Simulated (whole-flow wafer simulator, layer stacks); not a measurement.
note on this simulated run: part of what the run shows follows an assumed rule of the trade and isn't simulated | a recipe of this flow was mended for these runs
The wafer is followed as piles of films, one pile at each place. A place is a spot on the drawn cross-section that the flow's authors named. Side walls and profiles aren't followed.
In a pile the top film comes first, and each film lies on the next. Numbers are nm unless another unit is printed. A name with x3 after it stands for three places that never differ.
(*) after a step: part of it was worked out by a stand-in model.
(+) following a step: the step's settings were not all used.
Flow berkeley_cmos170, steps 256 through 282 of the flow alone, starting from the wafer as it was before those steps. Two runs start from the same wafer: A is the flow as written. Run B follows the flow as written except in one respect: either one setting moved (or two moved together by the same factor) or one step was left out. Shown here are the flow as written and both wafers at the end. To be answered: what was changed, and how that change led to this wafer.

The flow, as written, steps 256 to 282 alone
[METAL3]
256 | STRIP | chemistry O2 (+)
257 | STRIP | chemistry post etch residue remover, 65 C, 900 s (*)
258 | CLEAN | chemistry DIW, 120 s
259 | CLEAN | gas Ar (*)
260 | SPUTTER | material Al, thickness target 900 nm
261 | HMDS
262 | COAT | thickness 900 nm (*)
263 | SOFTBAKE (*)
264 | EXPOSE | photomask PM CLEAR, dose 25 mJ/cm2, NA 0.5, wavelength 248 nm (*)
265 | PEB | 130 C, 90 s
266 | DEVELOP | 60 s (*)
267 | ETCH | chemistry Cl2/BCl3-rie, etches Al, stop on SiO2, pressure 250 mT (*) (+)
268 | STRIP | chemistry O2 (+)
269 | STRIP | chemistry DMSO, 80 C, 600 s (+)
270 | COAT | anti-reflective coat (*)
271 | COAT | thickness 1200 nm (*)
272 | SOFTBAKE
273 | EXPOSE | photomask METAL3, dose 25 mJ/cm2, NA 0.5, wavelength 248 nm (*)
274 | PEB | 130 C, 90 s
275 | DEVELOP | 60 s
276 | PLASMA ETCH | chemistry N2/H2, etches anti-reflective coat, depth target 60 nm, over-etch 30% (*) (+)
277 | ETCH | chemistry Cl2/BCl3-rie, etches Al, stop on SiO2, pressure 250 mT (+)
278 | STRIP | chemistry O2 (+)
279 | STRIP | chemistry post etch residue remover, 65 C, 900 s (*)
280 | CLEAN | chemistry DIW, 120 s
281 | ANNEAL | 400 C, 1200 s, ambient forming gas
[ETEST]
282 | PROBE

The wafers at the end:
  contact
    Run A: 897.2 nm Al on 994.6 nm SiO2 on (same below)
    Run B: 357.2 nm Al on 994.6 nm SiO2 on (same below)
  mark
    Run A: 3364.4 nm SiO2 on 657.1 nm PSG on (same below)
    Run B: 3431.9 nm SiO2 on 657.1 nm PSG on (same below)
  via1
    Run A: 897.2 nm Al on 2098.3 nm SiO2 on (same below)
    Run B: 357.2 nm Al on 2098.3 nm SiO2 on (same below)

What caused this: step 260, SPUTTER: thickness target 360 nm was run, though the flow has thickness target 900 nm.

Step by step, how the change led to this:
  260 | SPUTTER | material Al, thickness target 900 nm
      field, mark, sd_n and 9 more: A +900 Al (new film) | B +360 Al (new film)
      via2: A +259.4 Al | B +133.6 Al
  262 | COAT | thickness 900 nm (*)
      via2: A +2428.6 KrF-resist (new film) | B +2028.3 KrF-resist (new film)
  265 | PEB | 130 C, 90 s
      via2: A -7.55 KrF-resist | B -5.38 KrF-resist
  267 | ETCH | chemistry Cl2/BCl3-rie, etches Al, stop on SiO2, pressure 250 mT (*) (+)
      field, sd_n, spacer_n and 9 more: A -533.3 KrF-resist | B -263.3 KrF-resist
      mark: A -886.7 Al (all of it), -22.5 SiO2 | B -346.7 Al (all of it), -22.5 SiO2
  268 | STRIP | chemistry O2 (+)
      field, spacer_n, gate_n: A -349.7 KrF-resist (all of it) | B -619.7 KrF-resist (all of it)
      spacer_p, gate_p: A -349.6 KrF-resist (all of it) | B -619.6 KrF-resist (all of it)
      (also at 7 further places)
  270 | COAT | anti-reflective coat (*)
      m1: A +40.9 anti-reflective coat (new film) | B +39.3 anti-reflective coat (new film)
      m2: A +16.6 anti-reflective coat (new film) | B +15.8 anti-reflective coat (new film)
      (also at 1 further place)
  271 | COAT | thickness 1200 nm (*)
      via2: A +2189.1 KrF-resist (new film) | B +1963.3 KrF-resist (new film)
  274 | PEB | 130 C, 90 s
      via2: A -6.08 KrF-resist | B -5.07 KrF-resist
  277 | ETCH | chemistry Cl2/BCl3-rie, etches Al, stop on SiO2, pressure 250 mT (+)
      field, sd_n, spacer_n, gate_n, sd_p, spacer_p, gate_p: A -900 Al (all of it), -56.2 SiO2 | B -360 Al (all of it), -56.2 SiO2
      contact, m1, via1, m2, via2: A -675 KrF-resist | B -405 KrF-resist
      (also at 1 further place)
  278 | STRIP | chemistry O2 (+)
      contact: A -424 KrF-resist (all of it), -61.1 anti-reflective coat (all of it) | B -693.2 KrF-resist (all of it), -61.3 anti-reflective coat (all of it)
      m1: A -423.6 KrF-resist (all of it), -40.9 anti-reflective coat (all of it) | B -687.5 KrF-resist (all of it), -39.3 anti-reflective coat (all of it)
      (also at 3 further places)
